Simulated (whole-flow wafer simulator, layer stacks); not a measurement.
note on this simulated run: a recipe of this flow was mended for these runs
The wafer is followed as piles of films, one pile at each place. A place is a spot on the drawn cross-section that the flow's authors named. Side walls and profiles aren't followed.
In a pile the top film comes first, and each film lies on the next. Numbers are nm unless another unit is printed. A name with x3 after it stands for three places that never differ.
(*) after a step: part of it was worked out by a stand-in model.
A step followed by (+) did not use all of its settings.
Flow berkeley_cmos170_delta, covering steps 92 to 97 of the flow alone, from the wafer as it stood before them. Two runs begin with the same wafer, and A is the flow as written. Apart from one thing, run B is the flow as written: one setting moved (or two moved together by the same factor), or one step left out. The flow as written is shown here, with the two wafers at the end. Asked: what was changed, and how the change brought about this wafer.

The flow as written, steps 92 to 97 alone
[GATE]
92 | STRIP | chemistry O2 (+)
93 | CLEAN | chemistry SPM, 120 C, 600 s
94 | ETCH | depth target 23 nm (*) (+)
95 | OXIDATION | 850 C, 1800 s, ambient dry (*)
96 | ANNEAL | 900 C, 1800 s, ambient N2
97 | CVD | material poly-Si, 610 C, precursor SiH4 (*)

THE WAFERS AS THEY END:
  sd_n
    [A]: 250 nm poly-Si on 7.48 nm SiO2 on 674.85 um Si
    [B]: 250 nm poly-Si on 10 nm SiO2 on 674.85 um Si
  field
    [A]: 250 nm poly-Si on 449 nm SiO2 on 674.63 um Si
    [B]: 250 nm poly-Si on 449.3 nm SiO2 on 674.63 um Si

What caused this: step 95, OXIDATION: 2880 s was run, though the flow has 1800 s.

How this came from the change, step by step:
  95 | OXIDATION | 850 C, 1800 s, ambient dry (*)
      sd_n, spacer_n, gate, sd_p, spacer_p x2, contact, m1: A +7.48 SiO2 (new film), -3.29 Si | B +10 SiO2 (new film), -4.4 Si
